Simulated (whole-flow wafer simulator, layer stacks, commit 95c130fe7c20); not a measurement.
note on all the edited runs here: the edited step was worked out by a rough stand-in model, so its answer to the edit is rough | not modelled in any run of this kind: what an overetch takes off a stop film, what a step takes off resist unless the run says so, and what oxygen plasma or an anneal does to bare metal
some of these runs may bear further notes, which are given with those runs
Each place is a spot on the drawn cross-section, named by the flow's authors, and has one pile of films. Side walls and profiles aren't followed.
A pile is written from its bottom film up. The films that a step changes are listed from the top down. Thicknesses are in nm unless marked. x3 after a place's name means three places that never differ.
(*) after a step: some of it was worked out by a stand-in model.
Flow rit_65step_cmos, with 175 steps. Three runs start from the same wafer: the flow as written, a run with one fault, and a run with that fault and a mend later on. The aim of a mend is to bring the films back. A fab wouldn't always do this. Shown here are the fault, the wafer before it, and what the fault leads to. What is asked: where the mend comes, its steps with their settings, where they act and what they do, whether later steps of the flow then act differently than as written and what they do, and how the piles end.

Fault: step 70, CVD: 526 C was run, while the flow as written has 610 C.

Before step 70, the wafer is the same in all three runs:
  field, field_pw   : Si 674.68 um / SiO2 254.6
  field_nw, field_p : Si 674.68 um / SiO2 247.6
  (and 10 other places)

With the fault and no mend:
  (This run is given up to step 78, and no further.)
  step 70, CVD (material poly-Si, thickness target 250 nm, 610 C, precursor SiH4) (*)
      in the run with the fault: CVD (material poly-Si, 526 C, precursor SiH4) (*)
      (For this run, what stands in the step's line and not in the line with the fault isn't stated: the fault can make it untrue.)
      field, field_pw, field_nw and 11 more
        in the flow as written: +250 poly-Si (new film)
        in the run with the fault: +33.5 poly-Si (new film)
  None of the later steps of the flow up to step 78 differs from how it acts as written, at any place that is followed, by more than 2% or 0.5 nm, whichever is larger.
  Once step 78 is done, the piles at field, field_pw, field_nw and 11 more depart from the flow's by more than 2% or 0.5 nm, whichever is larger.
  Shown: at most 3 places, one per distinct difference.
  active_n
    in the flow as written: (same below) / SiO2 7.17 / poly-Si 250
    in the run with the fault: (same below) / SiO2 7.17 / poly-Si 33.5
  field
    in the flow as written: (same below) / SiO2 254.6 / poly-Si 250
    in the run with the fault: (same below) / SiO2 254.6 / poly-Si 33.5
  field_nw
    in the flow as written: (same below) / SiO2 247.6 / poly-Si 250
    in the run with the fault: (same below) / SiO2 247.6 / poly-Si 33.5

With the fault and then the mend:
  The mend stands after step 71.
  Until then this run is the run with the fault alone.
  step 71a, ETCH (chemistry tmah, depth target 38.56 nm)
      field, field_pw, field_nw and 11 more
        -33.5 poly-Si (all of it)
  step 71b, CLEAN (chemistry SC2, 75 C, 600 s) (a further turn of the flow's step 66)
      leaves every film unchanged at each place that is followed
  step 71c, CVD (material poly-Si, thickness target 250 nm, 610 C, precursor SiH4) (*) (a further turn of the flow's step 70)
      field, field_pw, field_nw and 11 more
        +250 poly-Si (new film)
  None of the later steps of the flow acts differently than as written at any place that is followed.
  At every place that both follow, the piles at the end match the flow's.
